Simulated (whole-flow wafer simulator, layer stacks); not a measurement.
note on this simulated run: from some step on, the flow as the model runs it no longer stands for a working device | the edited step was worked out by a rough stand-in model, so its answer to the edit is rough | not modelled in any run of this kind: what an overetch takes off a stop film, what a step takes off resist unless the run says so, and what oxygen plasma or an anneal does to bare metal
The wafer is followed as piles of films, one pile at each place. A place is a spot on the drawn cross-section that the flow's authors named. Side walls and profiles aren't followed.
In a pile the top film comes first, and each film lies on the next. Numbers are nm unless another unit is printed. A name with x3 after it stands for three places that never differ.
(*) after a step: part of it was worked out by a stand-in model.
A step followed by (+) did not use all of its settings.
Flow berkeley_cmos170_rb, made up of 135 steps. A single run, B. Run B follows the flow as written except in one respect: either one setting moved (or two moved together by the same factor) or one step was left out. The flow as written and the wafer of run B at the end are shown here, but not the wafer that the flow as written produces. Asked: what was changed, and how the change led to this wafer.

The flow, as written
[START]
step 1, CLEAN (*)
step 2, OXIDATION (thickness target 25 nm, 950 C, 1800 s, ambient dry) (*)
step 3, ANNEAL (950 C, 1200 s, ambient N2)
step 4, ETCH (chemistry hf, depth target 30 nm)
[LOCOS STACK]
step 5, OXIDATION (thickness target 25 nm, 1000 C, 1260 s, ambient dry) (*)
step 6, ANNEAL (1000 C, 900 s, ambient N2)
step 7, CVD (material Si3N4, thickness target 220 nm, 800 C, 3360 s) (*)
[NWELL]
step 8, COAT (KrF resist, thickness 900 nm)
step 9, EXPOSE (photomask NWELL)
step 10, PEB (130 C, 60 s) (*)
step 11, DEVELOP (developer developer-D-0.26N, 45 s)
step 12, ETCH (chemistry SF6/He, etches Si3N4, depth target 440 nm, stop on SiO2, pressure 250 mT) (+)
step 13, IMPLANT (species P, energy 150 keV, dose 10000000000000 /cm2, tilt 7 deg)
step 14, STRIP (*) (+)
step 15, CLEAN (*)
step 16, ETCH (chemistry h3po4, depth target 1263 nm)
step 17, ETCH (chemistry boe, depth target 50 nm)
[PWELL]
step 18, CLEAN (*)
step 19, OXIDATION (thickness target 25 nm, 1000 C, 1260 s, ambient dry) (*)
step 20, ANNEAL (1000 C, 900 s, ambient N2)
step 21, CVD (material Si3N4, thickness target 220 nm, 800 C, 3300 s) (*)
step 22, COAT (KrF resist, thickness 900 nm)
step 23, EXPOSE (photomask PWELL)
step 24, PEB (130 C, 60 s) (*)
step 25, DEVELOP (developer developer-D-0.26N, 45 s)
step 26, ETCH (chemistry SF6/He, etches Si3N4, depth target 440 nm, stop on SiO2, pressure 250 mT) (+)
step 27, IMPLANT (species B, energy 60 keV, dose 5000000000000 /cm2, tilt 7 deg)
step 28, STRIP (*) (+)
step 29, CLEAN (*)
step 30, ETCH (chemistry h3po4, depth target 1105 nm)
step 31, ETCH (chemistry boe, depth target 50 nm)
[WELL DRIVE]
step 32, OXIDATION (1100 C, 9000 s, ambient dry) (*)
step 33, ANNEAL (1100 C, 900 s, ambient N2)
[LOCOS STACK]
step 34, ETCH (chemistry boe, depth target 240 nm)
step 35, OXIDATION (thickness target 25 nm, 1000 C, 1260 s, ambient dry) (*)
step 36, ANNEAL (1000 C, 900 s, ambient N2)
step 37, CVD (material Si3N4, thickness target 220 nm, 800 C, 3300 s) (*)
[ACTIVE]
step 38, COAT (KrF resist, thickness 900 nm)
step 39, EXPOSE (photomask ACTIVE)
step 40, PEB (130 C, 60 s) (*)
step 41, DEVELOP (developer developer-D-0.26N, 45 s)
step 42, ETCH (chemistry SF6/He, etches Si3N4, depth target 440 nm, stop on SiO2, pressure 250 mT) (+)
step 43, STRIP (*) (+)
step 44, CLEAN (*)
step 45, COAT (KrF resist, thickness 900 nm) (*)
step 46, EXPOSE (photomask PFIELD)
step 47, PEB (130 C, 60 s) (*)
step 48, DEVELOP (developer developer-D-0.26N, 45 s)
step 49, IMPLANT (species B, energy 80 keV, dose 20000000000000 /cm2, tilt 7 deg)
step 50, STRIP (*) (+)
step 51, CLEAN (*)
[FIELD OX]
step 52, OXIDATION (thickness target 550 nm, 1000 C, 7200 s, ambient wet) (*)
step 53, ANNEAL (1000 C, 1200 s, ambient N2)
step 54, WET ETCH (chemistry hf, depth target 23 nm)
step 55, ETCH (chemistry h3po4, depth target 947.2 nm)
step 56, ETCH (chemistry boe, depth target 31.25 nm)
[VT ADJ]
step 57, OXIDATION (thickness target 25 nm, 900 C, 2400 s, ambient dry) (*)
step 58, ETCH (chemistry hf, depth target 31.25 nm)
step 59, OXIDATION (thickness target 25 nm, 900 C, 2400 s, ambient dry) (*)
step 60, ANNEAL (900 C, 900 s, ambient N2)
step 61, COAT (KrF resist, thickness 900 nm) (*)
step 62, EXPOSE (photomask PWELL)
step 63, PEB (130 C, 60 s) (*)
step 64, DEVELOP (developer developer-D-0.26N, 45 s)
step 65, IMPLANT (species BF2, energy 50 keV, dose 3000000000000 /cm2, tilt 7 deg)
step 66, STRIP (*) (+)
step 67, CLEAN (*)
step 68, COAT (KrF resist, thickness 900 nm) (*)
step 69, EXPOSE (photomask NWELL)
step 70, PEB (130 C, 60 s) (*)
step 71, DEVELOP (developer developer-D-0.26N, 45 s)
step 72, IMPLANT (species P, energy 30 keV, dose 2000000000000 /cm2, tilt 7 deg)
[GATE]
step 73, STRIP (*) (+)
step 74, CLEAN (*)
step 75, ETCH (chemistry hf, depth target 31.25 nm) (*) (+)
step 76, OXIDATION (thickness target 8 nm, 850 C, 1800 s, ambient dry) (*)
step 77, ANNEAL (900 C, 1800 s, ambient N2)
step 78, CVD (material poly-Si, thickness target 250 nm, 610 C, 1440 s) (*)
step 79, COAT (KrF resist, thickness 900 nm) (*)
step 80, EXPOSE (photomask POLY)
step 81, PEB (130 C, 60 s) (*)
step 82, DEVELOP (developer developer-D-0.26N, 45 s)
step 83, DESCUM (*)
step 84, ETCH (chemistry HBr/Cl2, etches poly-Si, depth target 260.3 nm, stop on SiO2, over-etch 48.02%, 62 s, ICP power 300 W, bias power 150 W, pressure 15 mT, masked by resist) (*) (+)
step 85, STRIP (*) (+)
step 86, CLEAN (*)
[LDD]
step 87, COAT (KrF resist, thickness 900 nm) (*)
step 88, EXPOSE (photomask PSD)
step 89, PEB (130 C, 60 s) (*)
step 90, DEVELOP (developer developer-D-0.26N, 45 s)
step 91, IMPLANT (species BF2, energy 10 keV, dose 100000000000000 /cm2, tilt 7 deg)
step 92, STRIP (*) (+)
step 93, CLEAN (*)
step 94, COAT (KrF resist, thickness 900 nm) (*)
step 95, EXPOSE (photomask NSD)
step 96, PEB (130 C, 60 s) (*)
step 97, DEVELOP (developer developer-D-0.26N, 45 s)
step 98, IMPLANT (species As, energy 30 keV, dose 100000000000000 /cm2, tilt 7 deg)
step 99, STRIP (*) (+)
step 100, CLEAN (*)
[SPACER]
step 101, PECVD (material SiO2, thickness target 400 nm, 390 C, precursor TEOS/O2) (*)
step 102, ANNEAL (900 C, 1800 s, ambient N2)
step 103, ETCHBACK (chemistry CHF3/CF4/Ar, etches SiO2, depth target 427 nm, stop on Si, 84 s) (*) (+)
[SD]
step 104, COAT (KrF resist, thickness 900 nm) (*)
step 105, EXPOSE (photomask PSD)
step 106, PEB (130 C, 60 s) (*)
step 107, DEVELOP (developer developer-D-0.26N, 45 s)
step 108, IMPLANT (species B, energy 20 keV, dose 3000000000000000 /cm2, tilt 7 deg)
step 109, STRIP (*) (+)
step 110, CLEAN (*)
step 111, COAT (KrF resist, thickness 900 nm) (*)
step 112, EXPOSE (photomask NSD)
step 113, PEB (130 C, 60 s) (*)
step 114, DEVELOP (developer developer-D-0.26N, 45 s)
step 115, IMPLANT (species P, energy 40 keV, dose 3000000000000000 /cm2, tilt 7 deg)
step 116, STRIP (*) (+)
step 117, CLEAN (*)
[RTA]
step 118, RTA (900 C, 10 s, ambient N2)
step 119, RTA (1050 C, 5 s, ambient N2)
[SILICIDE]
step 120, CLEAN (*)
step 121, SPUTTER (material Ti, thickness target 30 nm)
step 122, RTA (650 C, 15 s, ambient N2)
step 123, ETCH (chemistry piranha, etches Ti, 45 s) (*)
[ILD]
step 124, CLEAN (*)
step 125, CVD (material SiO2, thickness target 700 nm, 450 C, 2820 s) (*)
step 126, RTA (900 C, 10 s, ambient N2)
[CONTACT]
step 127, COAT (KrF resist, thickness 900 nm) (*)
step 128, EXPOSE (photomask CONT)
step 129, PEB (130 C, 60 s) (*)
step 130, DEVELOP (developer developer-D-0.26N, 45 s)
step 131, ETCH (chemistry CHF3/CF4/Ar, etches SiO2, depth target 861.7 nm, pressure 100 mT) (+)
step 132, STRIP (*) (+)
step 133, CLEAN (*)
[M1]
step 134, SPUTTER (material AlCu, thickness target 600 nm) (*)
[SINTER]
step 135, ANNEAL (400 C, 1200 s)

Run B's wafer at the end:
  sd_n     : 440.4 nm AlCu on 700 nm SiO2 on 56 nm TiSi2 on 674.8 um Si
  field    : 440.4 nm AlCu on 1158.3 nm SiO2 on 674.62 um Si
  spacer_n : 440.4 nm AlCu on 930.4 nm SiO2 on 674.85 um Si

Cause: step 134, SPUTTER: thickness target 440.4 nm was run, though the flow has thickness target 600 nm.
The wafer itself shows it: sd_n has AlCu 440.4, and step 134 as written asks for 600 nm.

How this came from the change, step by step:
  step 134, SPUTTER (material AlCu, thickness target 600 nm) (*)
      field, sd_n, spacer_n, gate, spacer_p, gate_p, m1: +440.4 AlCu (new film) (in the flow as written it would be: +600 AlCu (new film))
      sd_p: +395.4 AlCu (new film) (in the flow as written it would be: +545.9 AlCu (new film))
      (also at 1 further place)
